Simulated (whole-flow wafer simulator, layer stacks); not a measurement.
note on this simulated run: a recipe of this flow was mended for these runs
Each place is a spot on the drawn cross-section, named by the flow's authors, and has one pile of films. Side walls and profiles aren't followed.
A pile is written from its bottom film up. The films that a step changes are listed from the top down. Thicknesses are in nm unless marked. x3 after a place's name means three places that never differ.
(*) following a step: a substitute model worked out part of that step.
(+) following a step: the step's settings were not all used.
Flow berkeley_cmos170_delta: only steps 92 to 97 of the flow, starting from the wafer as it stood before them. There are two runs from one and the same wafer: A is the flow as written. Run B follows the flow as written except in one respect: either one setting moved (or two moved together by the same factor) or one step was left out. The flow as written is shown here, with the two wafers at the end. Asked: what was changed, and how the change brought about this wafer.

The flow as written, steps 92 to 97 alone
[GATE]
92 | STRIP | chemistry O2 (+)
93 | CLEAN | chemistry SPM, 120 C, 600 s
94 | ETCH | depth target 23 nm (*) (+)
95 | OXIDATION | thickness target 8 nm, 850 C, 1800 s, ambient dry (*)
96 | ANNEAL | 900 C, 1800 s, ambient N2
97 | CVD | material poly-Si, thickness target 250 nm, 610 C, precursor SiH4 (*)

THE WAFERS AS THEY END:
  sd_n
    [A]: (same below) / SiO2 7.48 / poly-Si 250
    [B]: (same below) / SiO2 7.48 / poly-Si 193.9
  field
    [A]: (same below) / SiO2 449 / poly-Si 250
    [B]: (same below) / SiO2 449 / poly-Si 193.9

The reason: step 97, CVD: 598 C was run, though the flow has 610 C.

The path from the change to this, step by step:
  97 | CVD | material poly-Si, thickness target 250 nm, 610 C, precursor SiH4 (*)
      field, sd_n, spacer_n, gate, sd_p, spacer_p x2, contact, m1: A +250 poly-Si (new film) | B +193.9 poly-Si (new film)
